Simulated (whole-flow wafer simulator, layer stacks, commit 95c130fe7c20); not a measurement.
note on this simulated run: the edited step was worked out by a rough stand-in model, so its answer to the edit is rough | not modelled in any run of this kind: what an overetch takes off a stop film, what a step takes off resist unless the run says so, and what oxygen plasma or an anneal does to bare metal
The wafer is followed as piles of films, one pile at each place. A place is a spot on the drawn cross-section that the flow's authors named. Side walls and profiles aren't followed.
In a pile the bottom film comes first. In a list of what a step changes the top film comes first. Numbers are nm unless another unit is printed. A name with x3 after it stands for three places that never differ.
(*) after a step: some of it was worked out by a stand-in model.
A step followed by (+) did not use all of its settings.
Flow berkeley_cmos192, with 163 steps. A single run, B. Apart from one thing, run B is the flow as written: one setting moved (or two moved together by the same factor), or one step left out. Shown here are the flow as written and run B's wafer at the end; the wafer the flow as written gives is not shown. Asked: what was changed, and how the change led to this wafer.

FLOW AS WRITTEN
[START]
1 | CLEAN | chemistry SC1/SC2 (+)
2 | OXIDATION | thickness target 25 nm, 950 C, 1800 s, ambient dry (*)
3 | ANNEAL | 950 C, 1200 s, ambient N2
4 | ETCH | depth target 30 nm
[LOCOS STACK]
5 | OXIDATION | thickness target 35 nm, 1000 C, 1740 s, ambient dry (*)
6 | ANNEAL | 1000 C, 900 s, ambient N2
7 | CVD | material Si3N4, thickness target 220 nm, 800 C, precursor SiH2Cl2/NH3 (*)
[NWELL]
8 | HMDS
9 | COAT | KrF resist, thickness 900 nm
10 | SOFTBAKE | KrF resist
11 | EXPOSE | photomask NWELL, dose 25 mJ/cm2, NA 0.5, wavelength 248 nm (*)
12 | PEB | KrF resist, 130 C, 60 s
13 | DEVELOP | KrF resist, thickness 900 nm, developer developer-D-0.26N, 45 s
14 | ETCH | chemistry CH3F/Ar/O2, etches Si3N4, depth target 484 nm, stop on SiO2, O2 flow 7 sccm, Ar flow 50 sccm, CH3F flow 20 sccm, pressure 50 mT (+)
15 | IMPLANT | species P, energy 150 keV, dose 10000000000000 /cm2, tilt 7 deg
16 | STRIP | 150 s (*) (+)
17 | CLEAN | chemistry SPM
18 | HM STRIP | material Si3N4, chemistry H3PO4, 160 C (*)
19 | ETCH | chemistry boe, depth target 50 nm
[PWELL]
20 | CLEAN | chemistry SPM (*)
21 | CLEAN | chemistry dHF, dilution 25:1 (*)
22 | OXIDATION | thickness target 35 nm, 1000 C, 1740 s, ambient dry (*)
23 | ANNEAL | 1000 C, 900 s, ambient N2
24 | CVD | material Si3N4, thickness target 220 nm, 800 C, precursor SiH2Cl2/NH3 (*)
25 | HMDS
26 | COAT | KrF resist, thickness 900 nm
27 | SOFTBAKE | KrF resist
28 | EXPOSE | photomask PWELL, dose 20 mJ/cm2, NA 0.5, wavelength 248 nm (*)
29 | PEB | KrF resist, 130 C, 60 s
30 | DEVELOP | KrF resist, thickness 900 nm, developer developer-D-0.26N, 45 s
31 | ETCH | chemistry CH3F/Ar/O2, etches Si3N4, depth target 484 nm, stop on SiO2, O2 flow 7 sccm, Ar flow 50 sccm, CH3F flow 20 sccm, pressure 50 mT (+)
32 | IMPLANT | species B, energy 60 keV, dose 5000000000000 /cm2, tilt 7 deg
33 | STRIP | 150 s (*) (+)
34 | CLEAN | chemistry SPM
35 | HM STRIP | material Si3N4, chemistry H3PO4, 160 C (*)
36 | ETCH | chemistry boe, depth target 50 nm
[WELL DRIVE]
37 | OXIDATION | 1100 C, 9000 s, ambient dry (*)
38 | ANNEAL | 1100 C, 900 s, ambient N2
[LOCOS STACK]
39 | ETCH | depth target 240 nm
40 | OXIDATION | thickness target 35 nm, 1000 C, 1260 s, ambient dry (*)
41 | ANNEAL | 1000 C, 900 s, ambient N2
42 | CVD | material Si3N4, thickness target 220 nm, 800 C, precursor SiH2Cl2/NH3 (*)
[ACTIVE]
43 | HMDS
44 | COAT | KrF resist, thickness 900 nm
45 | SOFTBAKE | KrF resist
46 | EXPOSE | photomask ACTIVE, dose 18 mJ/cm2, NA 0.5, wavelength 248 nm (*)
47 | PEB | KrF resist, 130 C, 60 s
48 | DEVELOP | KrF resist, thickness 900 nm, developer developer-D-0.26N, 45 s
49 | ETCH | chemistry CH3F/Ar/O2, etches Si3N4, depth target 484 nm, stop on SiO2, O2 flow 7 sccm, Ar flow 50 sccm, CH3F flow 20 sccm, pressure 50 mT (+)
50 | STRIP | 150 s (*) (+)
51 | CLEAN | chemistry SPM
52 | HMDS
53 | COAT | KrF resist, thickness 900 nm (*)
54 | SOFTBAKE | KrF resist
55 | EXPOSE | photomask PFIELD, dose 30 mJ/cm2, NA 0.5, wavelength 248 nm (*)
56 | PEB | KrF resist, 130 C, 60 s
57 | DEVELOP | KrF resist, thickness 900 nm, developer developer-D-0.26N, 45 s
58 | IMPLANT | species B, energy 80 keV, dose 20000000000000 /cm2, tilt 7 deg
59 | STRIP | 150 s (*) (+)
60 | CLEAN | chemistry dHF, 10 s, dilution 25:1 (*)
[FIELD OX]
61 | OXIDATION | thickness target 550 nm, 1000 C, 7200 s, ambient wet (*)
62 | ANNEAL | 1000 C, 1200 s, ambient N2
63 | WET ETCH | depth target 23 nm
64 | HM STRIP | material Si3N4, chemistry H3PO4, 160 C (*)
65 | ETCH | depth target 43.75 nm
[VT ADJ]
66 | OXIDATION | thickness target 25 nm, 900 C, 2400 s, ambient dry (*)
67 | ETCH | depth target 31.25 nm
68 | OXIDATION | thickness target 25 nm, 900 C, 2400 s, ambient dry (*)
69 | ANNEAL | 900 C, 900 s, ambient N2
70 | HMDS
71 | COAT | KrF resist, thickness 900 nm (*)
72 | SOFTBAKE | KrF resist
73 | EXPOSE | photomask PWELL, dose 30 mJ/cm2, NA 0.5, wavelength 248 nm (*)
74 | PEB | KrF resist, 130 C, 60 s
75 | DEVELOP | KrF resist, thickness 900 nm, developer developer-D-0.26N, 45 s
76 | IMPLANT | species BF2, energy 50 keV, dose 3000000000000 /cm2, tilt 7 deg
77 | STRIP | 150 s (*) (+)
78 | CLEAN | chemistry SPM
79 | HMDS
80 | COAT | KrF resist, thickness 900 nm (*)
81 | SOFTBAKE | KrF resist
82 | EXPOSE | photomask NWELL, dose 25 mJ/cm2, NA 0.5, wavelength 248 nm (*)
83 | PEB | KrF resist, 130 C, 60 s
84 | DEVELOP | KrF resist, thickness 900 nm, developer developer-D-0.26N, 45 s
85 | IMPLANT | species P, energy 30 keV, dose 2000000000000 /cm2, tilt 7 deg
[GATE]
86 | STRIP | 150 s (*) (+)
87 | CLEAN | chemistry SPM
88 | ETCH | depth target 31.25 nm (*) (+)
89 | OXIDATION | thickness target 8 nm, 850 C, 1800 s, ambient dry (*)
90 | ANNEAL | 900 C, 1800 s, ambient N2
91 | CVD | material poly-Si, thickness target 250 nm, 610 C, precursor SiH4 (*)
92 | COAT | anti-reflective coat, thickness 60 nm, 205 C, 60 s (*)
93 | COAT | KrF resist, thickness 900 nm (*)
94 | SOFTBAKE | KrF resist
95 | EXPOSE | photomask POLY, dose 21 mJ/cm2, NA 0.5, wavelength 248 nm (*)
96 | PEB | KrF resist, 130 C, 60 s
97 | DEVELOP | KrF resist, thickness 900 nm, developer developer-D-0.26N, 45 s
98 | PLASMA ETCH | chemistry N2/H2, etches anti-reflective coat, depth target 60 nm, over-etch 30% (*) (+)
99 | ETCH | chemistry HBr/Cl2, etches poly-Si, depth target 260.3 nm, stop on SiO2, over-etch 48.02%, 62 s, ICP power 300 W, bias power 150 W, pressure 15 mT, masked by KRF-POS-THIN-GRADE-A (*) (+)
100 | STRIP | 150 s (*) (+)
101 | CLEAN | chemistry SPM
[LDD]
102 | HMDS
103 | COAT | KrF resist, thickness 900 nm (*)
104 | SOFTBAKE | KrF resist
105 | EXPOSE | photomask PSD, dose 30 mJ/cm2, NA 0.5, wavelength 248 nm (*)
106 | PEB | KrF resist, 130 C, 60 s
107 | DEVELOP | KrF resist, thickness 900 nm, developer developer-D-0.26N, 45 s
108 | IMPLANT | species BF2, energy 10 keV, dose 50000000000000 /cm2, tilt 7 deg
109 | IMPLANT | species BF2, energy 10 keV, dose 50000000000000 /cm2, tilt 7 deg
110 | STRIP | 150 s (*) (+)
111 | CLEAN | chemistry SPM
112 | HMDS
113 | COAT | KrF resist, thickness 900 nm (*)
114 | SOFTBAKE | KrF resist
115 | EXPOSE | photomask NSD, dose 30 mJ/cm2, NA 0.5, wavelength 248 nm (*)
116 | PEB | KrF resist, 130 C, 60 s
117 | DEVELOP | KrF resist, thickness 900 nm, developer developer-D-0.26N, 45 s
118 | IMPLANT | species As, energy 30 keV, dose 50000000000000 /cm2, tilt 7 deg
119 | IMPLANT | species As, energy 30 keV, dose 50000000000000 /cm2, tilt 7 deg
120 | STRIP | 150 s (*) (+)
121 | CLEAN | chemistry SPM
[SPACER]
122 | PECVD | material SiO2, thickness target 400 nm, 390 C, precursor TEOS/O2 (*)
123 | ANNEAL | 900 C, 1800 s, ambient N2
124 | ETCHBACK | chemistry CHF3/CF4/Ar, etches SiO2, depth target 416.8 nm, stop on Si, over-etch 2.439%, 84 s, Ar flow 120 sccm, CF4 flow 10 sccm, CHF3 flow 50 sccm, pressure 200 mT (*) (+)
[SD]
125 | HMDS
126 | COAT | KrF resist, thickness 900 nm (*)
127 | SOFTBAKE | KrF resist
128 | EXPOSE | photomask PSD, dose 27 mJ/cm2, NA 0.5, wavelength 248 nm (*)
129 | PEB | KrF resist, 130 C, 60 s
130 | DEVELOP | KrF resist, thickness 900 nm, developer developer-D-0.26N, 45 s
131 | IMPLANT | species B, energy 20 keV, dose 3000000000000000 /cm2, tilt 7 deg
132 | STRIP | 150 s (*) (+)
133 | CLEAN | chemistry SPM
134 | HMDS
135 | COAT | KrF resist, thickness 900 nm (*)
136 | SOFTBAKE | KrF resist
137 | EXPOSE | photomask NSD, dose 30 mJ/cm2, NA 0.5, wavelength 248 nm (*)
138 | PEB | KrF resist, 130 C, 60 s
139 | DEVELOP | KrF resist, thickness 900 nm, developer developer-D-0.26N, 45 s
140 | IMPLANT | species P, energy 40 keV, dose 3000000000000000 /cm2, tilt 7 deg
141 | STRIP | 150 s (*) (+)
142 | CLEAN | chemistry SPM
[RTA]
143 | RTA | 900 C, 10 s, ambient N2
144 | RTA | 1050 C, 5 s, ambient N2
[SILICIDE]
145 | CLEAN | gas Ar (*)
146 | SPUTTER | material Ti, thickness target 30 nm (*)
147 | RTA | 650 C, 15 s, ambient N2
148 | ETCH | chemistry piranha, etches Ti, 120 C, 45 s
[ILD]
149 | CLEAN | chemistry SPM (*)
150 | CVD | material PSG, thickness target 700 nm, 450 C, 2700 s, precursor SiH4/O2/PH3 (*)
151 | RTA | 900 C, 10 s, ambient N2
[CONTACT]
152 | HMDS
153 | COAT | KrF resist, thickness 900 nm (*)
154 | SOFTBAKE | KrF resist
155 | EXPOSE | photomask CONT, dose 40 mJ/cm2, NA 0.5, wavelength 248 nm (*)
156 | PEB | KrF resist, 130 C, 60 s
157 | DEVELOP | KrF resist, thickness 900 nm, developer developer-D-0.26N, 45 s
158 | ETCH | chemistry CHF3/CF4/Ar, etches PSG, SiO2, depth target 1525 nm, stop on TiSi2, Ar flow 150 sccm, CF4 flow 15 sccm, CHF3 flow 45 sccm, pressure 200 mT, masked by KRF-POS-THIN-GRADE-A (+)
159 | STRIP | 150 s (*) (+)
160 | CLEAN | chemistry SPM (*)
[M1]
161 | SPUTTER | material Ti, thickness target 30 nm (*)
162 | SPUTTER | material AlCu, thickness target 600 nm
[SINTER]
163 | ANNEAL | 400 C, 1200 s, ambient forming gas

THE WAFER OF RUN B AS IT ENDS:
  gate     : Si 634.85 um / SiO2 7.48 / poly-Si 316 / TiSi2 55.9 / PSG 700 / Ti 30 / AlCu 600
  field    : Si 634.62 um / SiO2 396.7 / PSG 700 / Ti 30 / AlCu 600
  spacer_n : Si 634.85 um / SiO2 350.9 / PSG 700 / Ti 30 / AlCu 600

Cause: step 91, CVD: thickness target 375 nm was run, though the flow has thickness target 250 nm.

The path from the change to this, step by step:
  91 | CVD | material poly-Si, thickness target 250 nm, 610 C, precursor SiH4 (*)
      field, sd_n, spacer_n and 6 more: +375 poly-Si (new film) (it would be, as written: +250 poly-Si (new film))
  92 | COAT | anti-reflective coat, thickness 60 nm, 205 C, 60 s (*)
      field: +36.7 anti-reflective coat (new film) (it would be, as written: +35.3 anti-reflective coat (new film))
      sd_n: +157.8 anti-reflective coat (new film) (it would be, as written: +152.4 anti-reflective coat (new film))
      (as well as at 2 more places)
  98 | PLASMA ETCH | chemistry N2/H2, etches anti-reflective coat, depth target 60 nm, over-etch 30% (*) (+)
      field: -36.7 anti-reflective coat (all of it), -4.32 poly-Si (it would be, as written: -35.3 anti-reflective coat (all of it), -4.18 poly-Si)
      sd_n: -157.8 anti-reflective coat (all of it), -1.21 poly-Si (it would be, as written: -152.4 anti-reflective coat (all of it), -1.17 poly-Si)
      (as well as at 2 more places)
  99 | ETCH | chemistry HBr/Cl2, etches poly-Si, depth target 260.3 nm, stop on SiO2, over-etch 48.02%, 62 s, ICP power 300 W, bias power 150 W, pressure 15 mT, masked by KRF-POS-THIN-GRADE-A (*) (+)
      spacer_n, spacer_p: -370.6 poly-Si (all of it), -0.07 SiO2 (it would be, as written: -245.8 poly-Si (all of it), -1.74 SiO2)
      field: -370.7 poly-Si (all of it), -0.07 SiO2 (it would be, as written: -245.8 poly-Si (all of it), -1.74 SiO2)
      (as well as at 4 more places)
  103 | COAT | KrF resist, thickness 900 nm (*)
      gate: +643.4 KrF resist (new film) (it would be, as written: +748 KrF resist (new film))
      gate_p: +639.5 KrF resist (new film) (it would be, as written: +744.1 KrF resist (new film))
  107 | DEVELOP | KrF resist, thickness 900 nm, developer developer-D-0.26N, 45 s
      gate_p: -638.6 KrF resist (all of it) (it would be, as written: -742.9 KrF resist (all of it))
  110 | STRIP | 150 s (*) (+)
      gate: -628.2 KrF resist (all of it), +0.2 chemical SiO2, -0.09 poly-Si (it would be, as written: -732.7 KrF resist (all of it), +0.2 chemical SiO2, -0.09 poly-Si)
  113 | COAT | KrF resist, thickness 900 nm (*)
      gate: +643.3 KrF resist (new film) (it would be, as written: +747.9 KrF resist (new film))
      gate_p: +639.4 KrF resist (new film) (it would be, as written: +743.9 KrF resist (new film))
  117 | DEVELOP | KrF resist, thickness 900 nm, developer developer-D-0.26N, 45 s
      gate: -642.3 KrF resist (all of it) (it would be, as written: -746.8 KrF resist (all of it))
  120 | STRIP | 150 s (*) (+)
      gate_p: -624.2 KrF resist (all of it), +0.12 chemical SiO2, -0.05 poly-Si (it would be, as written: -728.6 KrF resist (all of it), +0.12 chemical SiO2, -0.05 poly-Si)
  124 | ETCHBACK | chemistry CHF3/CF4/Ar, etches SiO2, depth target 416.8 nm, stop on Si, over-etch 2.439%, 84 s, Ar flow 120 sccm, CF4 flow 10 sccm, CHF3 flow 50 sccm, pressure 200 mT (*) (+)
      spacer_n: -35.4 SiO2 (it would be, as written: -160 SiO2)
      spacer_p: -35.4 SiO2 (it would be, as written: -159.9 SiO2)
  126 | COAT | KrF resist, thickness 900 nm (*)
      spacer_n: +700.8 KrF resist (new film) (it would be, as written: +791.6 KrF resist (new film))
      gate: +682.9 KrF resist (new film) (it would be, as written: +771.5 KrF resist (new film))
      (as well as at 2 more places)
  130 | DEVELOP | KrF resist, thickness 900 nm, developer developer-D-0.26N, 45 s
      spacer_p: -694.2 KrF resist (all of it) (it would be, as written: -784.6 KrF resist (all of it))
      gate_p: -676.2 KrF resist (all of it) (it would be, as written: -764.3 KrF resist (all of it))
  132 | STRIP | 150 s (*) (+)
      spacer_n: -685.5 KrF resist (all of it) (it would be, as written: -776.1 KrF resist (all of it))
      gate: +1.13 chemical SiO2 (new film), -667.7 KrF resist (all of it), -0.5 poly-Si (it would be, as written: +1.13 chemical SiO2 (new film), -756.1 KrF resist (all of it), -0.5 poly-Si)
  135 | COAT | KrF resist, thickness 900 nm (*)
      spacer_n: +701 KrF resist (new film) (it would be, as written: +791.1 KrF resist (new film))
      gate: +682.5 KrF resist (new film) (it would be, as written: +770.3 KrF resist (new film))
      (as well as at 2 more places)
  139 | DEVELOP | KrF resist, thickness 900 nm, developer developer-D-0.26N, 45 s
      spacer_n: -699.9 KrF resist (all of it) (it would be, as written: -789.9 KrF resist (all of it))
      gate: -681.5 KrF resist (all of it) (it would be, as written: -769.1 KrF resist (all of it))
  ... 2 other steps ...
  159 | STRIP | 150 s (*) (+)
      field: -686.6 KrF resist (all of it) (it would be, as written: -671.6 KrF resist (all of it))
      spacer_n: -554.1 KrF resist (all of it) (it would be, as written: -620.3 KrF resist (all of it))
      (as well as at 4 more places)
